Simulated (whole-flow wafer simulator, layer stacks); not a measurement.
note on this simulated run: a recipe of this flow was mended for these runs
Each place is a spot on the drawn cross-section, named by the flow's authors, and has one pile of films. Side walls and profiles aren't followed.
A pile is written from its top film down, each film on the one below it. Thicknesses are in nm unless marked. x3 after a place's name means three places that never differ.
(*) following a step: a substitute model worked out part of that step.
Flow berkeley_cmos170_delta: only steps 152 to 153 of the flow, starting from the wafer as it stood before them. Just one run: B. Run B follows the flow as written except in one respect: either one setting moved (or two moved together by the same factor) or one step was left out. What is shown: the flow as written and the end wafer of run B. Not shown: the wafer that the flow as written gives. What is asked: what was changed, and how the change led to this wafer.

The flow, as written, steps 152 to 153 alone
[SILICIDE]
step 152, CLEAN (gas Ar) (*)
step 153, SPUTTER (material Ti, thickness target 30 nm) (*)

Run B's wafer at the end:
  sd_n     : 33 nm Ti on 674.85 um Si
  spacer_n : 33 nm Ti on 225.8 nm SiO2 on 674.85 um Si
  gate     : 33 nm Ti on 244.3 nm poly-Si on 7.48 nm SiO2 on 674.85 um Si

Cause: step 153, SPUTTER: thickness target 33 nm was run, while the flow as written has thickness target 30 nm.
The wafer itself shows it: sd_n has Ti 33, and step 153 as written asks for 30 nm.

How this came from the change, step by step:
  step 153, SPUTTER (material Ti, thickness target 30 nm) (*)
      field, sd_n, spacer_n, gate, spacer_p, gate_p, contact x2: +33 Ti (new film) (as written it would have been: +30 Ti (new film))
      sd_p: +30.3 Ti (new film) (as written it would have been: +27.5 Ti (new film))
